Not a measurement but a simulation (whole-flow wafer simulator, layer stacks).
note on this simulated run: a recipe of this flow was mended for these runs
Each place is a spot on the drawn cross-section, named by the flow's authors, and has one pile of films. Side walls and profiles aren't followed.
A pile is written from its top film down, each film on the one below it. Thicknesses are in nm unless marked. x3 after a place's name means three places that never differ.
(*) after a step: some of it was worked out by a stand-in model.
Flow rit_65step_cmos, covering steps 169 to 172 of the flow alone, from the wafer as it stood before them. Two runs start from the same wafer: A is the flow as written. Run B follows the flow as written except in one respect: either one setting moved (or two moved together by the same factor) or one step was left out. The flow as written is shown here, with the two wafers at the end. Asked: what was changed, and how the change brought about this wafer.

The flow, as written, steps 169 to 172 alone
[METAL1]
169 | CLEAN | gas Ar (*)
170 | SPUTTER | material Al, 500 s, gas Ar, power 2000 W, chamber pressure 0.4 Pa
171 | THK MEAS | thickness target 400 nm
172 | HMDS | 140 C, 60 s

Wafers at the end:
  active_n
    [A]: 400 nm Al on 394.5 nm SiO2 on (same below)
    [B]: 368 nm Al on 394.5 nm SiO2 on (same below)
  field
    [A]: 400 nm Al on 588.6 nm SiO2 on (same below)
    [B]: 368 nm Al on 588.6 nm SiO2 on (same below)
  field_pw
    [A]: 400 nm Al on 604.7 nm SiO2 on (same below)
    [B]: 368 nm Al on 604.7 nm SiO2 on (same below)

What caused this: step 170, SPUTTER: 460 s was run, whereas the flow has 500 s.

The path from the change to this, step by step:
  170 | SPUTTER | material Al, 500 s, gas Ar, power 2000 W, chamber pressure 0.4 Pa
      field, field_pw, field_nw and 10 more: A +400 Al (new film) | B +368 Al (new film)
      contact: A +255.4 Al (new film) | B +236.6 Al (new film)
